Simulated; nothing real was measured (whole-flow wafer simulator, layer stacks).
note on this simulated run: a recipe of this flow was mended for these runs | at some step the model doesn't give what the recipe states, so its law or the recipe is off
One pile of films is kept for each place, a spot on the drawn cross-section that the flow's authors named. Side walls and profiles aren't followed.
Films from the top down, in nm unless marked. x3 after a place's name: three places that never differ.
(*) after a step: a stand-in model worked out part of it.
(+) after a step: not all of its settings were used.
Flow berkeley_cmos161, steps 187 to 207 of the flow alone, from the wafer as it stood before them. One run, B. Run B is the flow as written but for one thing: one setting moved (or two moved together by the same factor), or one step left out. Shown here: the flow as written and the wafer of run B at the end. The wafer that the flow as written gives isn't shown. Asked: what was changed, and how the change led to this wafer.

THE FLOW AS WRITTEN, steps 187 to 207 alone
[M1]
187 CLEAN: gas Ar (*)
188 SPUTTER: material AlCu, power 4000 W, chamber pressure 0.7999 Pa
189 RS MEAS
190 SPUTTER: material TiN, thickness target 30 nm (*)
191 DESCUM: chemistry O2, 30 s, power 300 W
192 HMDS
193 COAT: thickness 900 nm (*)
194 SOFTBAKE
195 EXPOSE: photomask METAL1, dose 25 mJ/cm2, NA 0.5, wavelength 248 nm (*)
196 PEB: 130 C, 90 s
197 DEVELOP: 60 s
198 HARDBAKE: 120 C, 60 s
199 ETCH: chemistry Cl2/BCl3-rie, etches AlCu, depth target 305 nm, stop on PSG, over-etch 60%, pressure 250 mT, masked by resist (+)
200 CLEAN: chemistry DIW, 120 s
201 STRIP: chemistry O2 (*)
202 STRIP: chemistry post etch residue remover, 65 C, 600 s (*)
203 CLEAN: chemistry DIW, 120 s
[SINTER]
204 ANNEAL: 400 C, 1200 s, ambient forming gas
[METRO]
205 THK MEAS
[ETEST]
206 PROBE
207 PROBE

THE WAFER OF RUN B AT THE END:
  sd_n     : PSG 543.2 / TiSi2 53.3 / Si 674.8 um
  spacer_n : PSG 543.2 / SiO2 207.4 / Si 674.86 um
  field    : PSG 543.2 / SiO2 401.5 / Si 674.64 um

The cause: step 199, ETCH: depth target 198 nm was run, where the flow has depth target 305 nm.

How the change led to this, step by step:
  199 ETCH: chemistry Cl2/BCl3-rie, etches AlCu, depth target 305 nm, stop on PSG, over-etch 60%, pressure 250 mT, masked by resist (+)
      field, sd_n, spacer_n, gate_n, spacer_p, gate_p: TiN -30 (all of it), AlCu -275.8 (all of it), PSG -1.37 (as written it would be: TiN -30 (all of it), AlCu -275.8 (all of it), PSG -22.8)
      contact, m1: KrF-resist -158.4 (as written it would be: KrF-resist -244)
      (and at 1 more place)
  201 STRIP: chemistry O2 (*)
      contact: KrF-resist -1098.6 (all of it) (as written it would be: KrF-resist -1013 (all of it))
      m1: KrF-resist -623.1 (all of it) (as written it would be: KrF-resist -537.5 (all of it))
